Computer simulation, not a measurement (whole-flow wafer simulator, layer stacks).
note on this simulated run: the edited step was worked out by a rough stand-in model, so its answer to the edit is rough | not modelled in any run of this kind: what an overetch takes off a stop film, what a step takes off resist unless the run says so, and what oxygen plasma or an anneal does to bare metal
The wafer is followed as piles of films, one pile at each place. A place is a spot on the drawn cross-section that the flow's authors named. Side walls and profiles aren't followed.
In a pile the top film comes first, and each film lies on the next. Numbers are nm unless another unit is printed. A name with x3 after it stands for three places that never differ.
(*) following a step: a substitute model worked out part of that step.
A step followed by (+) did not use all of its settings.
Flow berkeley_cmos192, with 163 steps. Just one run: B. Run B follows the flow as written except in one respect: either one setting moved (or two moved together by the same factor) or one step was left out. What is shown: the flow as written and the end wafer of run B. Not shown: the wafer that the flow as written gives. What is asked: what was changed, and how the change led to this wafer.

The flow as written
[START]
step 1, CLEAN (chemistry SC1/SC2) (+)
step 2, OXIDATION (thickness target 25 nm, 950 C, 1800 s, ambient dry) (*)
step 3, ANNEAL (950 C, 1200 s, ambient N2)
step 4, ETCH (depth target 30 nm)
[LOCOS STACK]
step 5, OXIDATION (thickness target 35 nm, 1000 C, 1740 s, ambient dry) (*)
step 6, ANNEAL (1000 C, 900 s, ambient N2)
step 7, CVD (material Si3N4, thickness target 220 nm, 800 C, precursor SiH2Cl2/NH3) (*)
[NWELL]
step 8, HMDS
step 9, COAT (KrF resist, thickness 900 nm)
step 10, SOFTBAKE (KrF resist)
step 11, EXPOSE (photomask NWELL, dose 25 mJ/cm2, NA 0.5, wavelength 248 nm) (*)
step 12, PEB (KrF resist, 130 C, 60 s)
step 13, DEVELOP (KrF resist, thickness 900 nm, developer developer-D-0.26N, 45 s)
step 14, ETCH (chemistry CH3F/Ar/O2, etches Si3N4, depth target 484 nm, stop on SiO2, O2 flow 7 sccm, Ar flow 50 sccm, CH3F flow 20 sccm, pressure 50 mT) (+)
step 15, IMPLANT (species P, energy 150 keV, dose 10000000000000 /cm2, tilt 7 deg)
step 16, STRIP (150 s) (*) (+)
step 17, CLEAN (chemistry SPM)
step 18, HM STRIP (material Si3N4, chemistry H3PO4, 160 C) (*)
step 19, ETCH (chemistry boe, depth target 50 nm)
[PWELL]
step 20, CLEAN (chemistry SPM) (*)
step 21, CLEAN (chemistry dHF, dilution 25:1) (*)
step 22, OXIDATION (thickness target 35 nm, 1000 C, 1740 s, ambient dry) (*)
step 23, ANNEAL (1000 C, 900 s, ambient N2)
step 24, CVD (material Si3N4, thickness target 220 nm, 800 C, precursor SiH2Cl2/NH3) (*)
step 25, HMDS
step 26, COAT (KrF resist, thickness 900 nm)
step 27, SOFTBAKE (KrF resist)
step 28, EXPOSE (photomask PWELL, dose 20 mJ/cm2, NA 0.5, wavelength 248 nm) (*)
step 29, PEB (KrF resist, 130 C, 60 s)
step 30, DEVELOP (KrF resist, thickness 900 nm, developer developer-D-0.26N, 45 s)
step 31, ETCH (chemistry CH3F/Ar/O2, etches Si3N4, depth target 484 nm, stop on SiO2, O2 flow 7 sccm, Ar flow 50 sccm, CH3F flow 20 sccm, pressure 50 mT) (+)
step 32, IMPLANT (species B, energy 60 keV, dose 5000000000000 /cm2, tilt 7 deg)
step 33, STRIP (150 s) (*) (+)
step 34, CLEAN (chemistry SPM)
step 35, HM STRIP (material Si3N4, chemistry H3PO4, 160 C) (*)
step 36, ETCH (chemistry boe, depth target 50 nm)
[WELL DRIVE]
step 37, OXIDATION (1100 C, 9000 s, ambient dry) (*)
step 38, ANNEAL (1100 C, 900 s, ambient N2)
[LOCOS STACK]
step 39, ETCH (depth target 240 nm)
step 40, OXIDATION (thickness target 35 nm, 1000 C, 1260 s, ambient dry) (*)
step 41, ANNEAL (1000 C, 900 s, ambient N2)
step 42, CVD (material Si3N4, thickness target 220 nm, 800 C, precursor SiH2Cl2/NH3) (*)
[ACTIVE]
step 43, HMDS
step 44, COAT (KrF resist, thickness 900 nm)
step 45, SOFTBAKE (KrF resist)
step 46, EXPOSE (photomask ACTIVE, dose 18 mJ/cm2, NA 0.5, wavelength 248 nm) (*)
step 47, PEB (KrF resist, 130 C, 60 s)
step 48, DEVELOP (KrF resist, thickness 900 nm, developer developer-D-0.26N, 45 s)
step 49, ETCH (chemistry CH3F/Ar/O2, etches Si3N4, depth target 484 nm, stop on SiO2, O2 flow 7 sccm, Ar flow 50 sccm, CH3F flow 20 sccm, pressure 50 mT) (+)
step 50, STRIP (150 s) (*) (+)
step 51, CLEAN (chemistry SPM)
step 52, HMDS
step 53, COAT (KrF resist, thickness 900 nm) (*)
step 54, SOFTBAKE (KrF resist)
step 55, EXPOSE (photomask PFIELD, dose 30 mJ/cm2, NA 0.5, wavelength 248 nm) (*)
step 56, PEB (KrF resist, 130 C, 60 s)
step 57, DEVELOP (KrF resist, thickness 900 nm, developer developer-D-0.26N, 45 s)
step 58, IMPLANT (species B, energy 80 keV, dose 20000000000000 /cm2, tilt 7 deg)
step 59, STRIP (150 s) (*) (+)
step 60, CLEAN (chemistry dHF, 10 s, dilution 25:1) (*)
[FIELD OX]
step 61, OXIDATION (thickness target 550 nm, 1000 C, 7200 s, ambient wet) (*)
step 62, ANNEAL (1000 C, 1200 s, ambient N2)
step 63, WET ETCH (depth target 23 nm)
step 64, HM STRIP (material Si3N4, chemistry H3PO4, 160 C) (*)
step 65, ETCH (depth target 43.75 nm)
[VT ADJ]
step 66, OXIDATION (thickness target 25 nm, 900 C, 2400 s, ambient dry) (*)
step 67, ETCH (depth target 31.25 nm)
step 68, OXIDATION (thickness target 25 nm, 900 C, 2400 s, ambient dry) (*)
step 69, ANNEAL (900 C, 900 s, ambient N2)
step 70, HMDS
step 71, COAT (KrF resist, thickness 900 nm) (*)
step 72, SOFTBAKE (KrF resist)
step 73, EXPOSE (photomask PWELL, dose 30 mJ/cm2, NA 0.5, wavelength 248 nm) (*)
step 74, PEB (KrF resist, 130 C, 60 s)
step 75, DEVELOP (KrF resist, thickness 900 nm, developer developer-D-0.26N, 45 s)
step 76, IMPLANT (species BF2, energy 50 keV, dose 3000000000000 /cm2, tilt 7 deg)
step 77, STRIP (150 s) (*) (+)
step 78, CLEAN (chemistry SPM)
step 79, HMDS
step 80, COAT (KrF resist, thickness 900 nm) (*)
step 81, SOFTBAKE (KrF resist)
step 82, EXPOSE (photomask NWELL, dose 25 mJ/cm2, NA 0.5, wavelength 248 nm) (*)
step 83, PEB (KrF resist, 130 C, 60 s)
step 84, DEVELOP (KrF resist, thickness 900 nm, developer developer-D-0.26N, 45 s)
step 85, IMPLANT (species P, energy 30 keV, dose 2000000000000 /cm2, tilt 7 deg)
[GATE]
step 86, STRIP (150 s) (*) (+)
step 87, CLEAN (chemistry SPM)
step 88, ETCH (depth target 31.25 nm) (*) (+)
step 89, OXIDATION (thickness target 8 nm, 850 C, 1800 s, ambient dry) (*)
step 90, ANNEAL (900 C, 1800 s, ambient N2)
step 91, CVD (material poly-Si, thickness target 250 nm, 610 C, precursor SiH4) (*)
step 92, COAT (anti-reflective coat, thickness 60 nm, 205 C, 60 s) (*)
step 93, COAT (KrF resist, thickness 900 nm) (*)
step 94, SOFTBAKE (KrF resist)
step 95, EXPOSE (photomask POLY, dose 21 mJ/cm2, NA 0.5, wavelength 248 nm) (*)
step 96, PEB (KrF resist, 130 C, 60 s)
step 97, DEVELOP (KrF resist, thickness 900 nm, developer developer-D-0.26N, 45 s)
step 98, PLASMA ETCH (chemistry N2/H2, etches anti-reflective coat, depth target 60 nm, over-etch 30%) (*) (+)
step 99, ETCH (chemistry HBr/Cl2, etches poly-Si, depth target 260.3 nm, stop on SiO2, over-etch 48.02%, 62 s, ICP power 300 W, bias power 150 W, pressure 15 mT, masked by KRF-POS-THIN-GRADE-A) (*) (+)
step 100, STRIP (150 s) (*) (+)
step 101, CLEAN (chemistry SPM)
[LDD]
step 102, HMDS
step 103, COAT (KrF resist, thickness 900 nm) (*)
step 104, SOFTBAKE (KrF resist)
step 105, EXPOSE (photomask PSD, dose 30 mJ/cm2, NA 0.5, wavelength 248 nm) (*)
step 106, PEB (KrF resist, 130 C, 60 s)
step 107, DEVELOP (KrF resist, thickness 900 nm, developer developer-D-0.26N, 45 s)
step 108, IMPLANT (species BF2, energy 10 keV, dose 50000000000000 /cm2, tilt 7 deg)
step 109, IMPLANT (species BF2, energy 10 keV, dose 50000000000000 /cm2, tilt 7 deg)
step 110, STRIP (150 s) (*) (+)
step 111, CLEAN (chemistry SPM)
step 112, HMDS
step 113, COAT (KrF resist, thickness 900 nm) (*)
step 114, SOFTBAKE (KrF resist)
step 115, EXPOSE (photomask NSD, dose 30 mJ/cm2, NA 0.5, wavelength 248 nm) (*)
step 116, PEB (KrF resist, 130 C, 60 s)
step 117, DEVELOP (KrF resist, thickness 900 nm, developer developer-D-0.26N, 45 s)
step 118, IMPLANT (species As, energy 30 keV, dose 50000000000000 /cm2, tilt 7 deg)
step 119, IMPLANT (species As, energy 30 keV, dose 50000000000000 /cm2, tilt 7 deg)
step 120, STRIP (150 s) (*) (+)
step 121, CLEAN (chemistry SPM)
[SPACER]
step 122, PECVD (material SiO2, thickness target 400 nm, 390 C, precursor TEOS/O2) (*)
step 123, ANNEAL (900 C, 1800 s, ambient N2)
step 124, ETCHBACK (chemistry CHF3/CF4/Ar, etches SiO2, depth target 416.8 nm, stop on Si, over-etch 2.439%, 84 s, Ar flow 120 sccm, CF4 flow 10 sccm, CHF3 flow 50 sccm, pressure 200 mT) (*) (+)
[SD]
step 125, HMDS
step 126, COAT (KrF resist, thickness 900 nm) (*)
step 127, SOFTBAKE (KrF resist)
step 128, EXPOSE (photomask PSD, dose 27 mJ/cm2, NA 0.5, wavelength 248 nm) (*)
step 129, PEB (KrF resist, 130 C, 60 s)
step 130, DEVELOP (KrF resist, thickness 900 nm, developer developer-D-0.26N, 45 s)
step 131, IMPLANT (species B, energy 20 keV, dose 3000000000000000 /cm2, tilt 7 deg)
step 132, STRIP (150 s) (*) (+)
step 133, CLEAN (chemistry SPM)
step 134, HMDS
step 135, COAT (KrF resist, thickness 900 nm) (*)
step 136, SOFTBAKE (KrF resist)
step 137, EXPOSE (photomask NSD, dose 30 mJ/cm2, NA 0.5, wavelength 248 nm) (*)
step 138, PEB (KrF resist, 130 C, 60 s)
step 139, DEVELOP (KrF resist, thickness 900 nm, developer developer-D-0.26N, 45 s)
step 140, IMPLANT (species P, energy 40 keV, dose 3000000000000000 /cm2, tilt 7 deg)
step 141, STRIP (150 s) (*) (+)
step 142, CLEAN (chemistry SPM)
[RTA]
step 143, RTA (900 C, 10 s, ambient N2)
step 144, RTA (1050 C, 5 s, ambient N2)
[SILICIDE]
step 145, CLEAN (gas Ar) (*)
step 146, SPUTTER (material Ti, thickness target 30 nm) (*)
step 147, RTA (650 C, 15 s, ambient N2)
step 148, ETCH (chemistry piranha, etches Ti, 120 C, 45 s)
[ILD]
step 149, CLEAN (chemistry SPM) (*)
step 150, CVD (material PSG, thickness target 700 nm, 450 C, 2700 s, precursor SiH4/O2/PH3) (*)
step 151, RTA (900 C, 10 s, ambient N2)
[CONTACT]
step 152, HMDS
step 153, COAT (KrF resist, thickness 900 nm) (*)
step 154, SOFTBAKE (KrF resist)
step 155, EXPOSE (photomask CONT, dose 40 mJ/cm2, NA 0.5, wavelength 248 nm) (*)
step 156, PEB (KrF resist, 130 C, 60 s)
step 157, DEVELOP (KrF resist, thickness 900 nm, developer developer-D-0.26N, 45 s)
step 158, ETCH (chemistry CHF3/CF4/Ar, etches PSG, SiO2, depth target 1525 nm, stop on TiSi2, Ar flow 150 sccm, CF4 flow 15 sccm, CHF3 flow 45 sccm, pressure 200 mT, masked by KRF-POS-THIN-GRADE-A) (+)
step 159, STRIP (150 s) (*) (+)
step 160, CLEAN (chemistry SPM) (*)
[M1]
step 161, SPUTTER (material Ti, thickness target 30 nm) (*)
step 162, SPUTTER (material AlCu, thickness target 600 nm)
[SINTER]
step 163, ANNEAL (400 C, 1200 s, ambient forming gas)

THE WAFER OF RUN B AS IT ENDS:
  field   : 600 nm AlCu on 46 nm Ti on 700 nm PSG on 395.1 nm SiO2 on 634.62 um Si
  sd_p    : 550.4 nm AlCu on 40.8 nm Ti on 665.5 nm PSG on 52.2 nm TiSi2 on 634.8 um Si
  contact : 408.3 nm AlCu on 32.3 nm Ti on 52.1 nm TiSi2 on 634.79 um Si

The reason: step 161, SPUTTER: thickness target 46 nm was run, while the flow as written has thickness target 30 nm.
The wafer lets one read it off: field has Ti 46, and step 161 as written asks for 30 nm.

The path from the change to this, step by step:
  step 161, SPUTTER (material Ti, thickness target 30 nm) (*)
      field, sd_n, spacer_n, gate, spacer_p, gate_p, m1: +46 Ti (new film) (in the flow as written it would be: +30 Ti (new film))
      sd_p: +40.8 Ti (new film) (in the flow as written it would be: +26.6 Ti (new film))
      (also at 1 further place)
